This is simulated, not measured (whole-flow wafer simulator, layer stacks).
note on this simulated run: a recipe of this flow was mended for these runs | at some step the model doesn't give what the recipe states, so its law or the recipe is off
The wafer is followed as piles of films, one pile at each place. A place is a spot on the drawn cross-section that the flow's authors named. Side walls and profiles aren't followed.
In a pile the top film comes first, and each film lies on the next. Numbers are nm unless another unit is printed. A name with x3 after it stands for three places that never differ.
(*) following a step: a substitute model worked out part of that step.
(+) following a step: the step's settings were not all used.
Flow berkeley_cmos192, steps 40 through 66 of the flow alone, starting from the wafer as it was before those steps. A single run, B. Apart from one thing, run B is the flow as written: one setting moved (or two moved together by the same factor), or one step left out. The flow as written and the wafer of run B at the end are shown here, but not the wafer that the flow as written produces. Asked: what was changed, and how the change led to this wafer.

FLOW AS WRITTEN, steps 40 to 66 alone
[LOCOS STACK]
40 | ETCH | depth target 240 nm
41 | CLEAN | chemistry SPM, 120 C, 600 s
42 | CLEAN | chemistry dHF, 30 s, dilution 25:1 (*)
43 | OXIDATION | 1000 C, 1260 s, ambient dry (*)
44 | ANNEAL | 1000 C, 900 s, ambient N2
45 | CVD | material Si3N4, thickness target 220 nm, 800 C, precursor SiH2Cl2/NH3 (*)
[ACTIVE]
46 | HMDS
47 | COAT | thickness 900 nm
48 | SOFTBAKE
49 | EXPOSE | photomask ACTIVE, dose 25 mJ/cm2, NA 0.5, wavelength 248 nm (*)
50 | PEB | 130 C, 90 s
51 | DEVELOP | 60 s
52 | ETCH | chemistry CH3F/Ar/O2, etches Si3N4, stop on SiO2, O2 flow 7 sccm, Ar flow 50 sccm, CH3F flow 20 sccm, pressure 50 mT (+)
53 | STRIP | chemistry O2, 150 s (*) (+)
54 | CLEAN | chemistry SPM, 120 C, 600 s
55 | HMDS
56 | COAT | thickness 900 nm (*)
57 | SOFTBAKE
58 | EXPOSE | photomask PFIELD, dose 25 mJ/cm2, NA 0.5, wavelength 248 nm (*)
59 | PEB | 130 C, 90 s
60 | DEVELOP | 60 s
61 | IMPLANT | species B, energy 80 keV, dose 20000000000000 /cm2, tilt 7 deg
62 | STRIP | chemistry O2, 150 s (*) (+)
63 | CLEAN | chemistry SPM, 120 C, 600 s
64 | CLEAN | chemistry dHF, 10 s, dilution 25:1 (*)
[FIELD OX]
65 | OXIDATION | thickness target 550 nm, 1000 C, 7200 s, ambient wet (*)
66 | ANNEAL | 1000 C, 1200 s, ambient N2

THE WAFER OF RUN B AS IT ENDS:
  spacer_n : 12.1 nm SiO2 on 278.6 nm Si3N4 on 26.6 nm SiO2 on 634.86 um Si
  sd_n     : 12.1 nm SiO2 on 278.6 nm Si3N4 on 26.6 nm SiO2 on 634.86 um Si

Cause: step 45, CVD: thickness target 286 nm was run, though the flow has thickness target 220 nm.

How this came from the change, step by step:
  45 | CVD | material Si3N4, thickness target 220 nm, 800 C, precursor SiH2Cl2/NH3 (*)
      field, sd_n, spacer_n and 6 more: +286 Si3N4 (new film) (in the flow as written it would be: +220 Si3N4 (new film))
  52 | ETCH | chemistry CH3F/Ar/O2, etches Si3N4, stop on SiO2, O2 flow 7 sccm, Ar flow 50 sccm, CH3F flow 20 sccm, pressure 50 mT (+)
      sd_n, spacer_n, gate, sd_p, spacer_p, gate_p, contact, m1: -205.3 KrF-resist (in the flow as written it would be: -161.3 KrF-resist)
      field: -286 Si3N4 (all of it), -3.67 SiO2 (in the flow as written it would be: -220 Si3N4 (all of it), -3.67 SiO2)
  53 | STRIP | chemistry O2, 150 s (*) (+)
      sd_n, spacer_n, gate, sd_p, spacer_p, gate_p, contact, m1: -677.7 KrF-resist (all of it) (in the flow as written it would be: -721.7 KrF-resist (all of it))
  56 | COAT | thickness 900 nm (*)
      sd_n: +751.7 KrF-resist (new film) (in the flow as written it would be: +785.2 KrF-resist (new film))
      spacer_n: +795.1 KrF-resist (new film) (in the flow as written it would be: +817.9 KrF-resist (new film))
      (also at 6 further places)
  62 | STRIP | chemistry O2, 150 s (*) (+)
      sd_n: -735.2 KrF-resist (all of it) (in the flow as written it would be: -768.5 KrF-resist (all of it))
      spacer_n: -778.4 KrF-resist (all of it) (in the flow as written it would be: -801.2 KrF-resist (all of it))
      (also at 6 further places)
  65 | OXIDATION | thickness target 550 nm, 1000 C, 7200 s, ambient wet (*)
      sd_n, sd_p: +12.1 SiO2 (new film), -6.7 Si3N4 (in the flow as written it would be: +12.1 SiO2 (new film), -6.7 Si3N4, +0.06 SiO2, -0.06 Si)
      gate: +12.1 SiO2 (new film), -6.7 Si3N4 (in the flow as written it would be: +12.1 SiO2 (new film), -6.7 Si3N4, +0.05 SiO2, -0.05 Si)
